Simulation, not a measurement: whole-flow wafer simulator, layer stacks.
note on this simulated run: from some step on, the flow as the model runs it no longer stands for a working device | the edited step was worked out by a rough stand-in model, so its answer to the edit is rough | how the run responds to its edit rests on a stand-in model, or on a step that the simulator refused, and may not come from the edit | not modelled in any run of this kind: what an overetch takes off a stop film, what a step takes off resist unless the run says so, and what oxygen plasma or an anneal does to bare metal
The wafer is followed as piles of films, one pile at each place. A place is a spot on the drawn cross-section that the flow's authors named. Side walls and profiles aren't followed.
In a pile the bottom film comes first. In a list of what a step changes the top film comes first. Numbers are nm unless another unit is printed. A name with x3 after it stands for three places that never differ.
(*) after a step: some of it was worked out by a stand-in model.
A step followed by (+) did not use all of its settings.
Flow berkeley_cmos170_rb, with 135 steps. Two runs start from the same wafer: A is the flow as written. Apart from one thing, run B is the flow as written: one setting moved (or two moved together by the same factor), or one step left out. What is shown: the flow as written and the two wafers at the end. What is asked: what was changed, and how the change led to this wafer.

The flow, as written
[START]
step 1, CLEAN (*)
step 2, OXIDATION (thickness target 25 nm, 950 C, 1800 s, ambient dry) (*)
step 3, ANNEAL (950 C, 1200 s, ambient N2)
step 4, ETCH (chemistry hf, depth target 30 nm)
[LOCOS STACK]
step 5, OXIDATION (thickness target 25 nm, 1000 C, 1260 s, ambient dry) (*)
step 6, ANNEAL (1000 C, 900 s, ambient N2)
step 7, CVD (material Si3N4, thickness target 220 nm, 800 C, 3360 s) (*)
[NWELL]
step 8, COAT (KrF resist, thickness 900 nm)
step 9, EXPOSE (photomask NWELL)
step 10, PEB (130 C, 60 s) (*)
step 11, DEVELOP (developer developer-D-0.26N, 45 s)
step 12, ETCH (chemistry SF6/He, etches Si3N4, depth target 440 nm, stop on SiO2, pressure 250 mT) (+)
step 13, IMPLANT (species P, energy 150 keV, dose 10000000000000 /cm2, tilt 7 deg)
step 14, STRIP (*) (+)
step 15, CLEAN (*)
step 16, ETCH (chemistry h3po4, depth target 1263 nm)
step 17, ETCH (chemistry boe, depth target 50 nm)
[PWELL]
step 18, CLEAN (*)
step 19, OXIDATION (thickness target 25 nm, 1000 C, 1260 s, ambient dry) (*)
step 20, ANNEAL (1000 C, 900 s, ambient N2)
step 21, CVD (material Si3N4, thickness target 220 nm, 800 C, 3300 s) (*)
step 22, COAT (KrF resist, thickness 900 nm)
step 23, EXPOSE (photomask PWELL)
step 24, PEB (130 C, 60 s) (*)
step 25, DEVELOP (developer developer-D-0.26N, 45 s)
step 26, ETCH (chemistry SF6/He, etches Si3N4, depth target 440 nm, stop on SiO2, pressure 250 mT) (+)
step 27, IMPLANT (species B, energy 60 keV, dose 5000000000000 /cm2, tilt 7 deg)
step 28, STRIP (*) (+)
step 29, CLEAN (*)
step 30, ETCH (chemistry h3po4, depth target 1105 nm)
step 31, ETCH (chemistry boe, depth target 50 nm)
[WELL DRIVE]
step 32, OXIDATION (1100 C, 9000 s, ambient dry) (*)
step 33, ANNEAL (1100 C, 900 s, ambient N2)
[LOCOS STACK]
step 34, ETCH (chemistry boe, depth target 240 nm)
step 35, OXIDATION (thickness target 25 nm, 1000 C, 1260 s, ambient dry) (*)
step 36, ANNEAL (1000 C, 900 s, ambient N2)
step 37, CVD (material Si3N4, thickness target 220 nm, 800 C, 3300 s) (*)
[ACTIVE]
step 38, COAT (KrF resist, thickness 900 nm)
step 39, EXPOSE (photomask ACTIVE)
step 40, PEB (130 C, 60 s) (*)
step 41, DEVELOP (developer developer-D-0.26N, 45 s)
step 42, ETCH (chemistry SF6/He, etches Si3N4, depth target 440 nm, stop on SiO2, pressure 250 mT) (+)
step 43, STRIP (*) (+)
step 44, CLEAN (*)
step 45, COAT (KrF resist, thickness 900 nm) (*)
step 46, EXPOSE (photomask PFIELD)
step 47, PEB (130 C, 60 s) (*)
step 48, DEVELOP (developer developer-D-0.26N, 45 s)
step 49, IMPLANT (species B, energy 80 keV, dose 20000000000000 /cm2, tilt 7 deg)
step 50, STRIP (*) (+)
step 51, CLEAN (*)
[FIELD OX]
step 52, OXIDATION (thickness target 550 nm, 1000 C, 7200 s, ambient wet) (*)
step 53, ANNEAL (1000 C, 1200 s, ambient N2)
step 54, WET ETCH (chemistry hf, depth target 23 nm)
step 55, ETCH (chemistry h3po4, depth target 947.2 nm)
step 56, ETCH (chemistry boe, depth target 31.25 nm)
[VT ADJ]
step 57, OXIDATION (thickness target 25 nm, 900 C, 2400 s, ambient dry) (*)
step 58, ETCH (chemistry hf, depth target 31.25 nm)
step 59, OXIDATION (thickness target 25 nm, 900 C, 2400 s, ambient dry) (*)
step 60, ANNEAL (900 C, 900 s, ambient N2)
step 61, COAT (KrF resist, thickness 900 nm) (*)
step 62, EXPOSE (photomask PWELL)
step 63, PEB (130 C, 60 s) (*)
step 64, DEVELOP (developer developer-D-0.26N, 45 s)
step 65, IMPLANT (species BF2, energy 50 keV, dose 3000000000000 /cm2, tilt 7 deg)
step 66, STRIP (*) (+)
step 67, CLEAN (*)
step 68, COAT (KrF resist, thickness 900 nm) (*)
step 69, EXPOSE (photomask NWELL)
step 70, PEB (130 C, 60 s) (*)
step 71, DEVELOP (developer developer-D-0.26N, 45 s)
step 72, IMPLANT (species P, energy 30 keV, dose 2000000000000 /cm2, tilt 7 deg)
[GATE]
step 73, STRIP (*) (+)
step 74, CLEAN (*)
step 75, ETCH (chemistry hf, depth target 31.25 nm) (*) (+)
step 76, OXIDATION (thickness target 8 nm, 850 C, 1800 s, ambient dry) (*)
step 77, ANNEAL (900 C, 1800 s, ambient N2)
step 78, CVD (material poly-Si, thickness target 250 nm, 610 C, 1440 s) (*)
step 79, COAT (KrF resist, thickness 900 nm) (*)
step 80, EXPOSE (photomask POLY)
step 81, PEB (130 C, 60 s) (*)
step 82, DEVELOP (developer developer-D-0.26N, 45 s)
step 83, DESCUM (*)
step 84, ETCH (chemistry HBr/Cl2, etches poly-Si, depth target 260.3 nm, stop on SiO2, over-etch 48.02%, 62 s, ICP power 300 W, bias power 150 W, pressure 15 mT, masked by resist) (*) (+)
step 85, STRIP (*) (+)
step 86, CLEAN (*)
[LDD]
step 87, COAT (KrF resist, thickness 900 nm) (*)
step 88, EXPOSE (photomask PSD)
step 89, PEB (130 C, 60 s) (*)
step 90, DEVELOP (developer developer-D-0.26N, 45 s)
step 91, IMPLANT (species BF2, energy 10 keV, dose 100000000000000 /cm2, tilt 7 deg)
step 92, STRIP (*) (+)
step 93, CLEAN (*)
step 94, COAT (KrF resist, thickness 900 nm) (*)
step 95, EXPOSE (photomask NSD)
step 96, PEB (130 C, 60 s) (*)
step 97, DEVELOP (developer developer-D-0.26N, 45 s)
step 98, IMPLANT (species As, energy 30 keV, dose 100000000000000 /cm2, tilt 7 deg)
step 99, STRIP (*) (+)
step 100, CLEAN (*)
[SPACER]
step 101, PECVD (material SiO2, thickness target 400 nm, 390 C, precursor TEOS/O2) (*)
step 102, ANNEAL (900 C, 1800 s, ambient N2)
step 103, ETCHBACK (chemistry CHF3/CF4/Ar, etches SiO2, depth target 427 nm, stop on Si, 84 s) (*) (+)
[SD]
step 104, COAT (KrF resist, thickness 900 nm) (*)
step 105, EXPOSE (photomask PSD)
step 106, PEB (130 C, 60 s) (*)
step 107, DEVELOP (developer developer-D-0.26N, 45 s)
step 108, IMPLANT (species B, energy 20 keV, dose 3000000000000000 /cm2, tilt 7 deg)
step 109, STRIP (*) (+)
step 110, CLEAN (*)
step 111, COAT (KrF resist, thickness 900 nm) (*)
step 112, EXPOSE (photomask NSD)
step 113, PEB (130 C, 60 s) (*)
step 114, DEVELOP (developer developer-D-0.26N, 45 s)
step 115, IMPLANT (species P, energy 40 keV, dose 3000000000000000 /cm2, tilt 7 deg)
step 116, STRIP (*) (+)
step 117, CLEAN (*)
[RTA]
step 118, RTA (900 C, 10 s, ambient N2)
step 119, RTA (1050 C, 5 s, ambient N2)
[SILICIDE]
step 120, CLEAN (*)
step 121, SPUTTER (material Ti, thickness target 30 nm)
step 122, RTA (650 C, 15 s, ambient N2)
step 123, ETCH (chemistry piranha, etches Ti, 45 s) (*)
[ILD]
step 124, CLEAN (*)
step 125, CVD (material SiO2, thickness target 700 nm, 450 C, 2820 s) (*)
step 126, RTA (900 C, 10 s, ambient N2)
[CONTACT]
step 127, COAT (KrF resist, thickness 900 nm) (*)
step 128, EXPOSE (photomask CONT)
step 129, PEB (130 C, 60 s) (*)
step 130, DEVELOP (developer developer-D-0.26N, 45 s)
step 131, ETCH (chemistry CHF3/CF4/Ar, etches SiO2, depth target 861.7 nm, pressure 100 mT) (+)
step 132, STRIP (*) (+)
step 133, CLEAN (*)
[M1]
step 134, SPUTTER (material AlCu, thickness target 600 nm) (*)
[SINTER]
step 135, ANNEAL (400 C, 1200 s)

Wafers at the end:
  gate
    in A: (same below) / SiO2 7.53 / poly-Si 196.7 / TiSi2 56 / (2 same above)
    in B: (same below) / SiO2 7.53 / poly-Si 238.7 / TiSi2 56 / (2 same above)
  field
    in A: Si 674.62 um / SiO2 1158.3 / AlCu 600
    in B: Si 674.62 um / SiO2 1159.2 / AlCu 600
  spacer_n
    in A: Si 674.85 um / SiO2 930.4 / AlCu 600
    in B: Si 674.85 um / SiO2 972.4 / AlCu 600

What caused this: step 78, CVD: thickness target 292 nm was run, whereas the flow has thickness target 250 nm; step 78, CVD: 1683 s was run, where the flow has 1440 s.

How this came from the change, step by step:
  step 78, CVD (material poly-Si, thickness target 250 nm, 610 C, 1440 s) (*)
      field, sd_n, spacer_n and 6 more: A +250 poly-Si (new film) | B +292 poly-Si (new film)
  step 84, ETCH (chemistry HBr/Cl2, etches poly-Si, depth target 260.3 nm, stop on SiO2, over-etch 48.02%, 62 s, ICP power 300 W, bias power 150 W, pressure 15 mT, masked by resist) (*) (+)
      field, sd_n, spacer_n, sd_p, spacer_p, contact, m1: A -250 poly-Si (all of it), -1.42 SiO2 | B -292 poly-Si (all of it), -0.47 SiO2
  step 87, COAT (KrF resist, thickness 900 nm) (*)
      gate: A +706 KrF resist (new film) | B +674.1 KrF resist (new film)
      gate_p: A +706.3 KrF resist (new film) | B +674.7 KrF resist (new film)
  step 90, DEVELOP (developer developer-D-0.26N, 45 s)
      gate_p: A -706.3 KrF resist (all of it) | B -674.7 KrF resist (all of it)
  step 92, STRIP (*) (+)
      gate: A -691.8 KrF resist (all of it) | B -659.9 KrF resist (all of it)
  step 94, COAT (KrF resist, thickness 900 nm) (*)
      gate: A +706 KrF resist (new film) | B +674.1 KrF resist (new film)
      gate_p: A +706.3 KrF resist (new film) | B +674.7 KrF resist (new film)
  step 97, DEVELOP (developer developer-D-0.26N, 45 s)
      gate: A -706 KrF resist (all of it) | B -674.1 KrF resist (all of it)
  step 99, STRIP (*) (+)
      gate_p: A -692.1 KrF resist (all of it) | B -660.5 KrF resist (all of it)
  step 103, ETCHBACK (chemistry CHF3/CF4/Ar, etches SiO2, depth target 427 nm, stop on Si, 84 s) (*) (+)
      spacer_n: A -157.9 SiO2 | B -116.9 SiO2
      spacer_p: A -157.9 SiO2 | B -116.8 SiO2
  step 104, COAT (KrF resist, thickness 900 nm) (*)
      spacer_n: A +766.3 KrF resist (new film) | B +736.8 KrF resist (new film)
      gate: A +742.1 KrF resist (new film) | B +713.4 KrF resist (new film)
      (as well as at 2 more places)
  step 107, DEVELOP (developer developer-D-0.26N, 45 s)
      spacer_p: A -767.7 KrF resist (all of it) | B -738.2 KrF resist (all of it)
      gate_p: A -743.2 KrF resist (all of it) | B -714.4 KrF resist (all of it)
  step 109, STRIP (*) (+)
      spacer_n: A -752.1 KrF resist (all of it) | B -722.6 KrF resist (all of it)
      gate: A -727.9 KrF resist (all of it) | B -699.2 KrF resist (all of it)
  step 111, COAT (KrF resist, thickness 900 nm) (*)
      spacer_n: A +766.3 KrF resist (new film) | B +736.8 KrF resist (new film)
      gate: A +742.1 KrF resist (new film) | B +713.4 KrF resist (new film)
      (as well as at 2 more places)
  step 114, DEVELOP (developer developer-D-0.26N, 45 s)
      spacer_n: A -766.3 KrF resist (all of it) | B -736.8 KrF resist (all of it)
      gate: A -742.1 KrF resist (all of it) | B -713.4 KrF resist (all of it)
  step 116, STRIP (*) (+)
      spacer_p: A -753.5 KrF resist (all of it) | B -723.9 KrF resist (all of it)
      gate_p: A -729 KrF resist (all of it) | B -700.2 KrF resist (all of it)
  step 127, COAT (KrF resist, thickness 900 nm) (*)
      spacer_n: A +819.8 KrF resist (new film) | B +800.5 KrF resist (new film)
      gate: A +798.4 KrF resist (new film) | B +782 KrF resist (new film)
      (as well as at 2 more places)
  step 132, STRIP (*) (+)
      spacer_n: A -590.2 KrF resist (all of it) | B -570.8 KrF resist (all of it)
      gate: A -568.8 KrF resist (all of it) | B -552.3 KrF resist (all of it)
      (as well as at 3 more places)
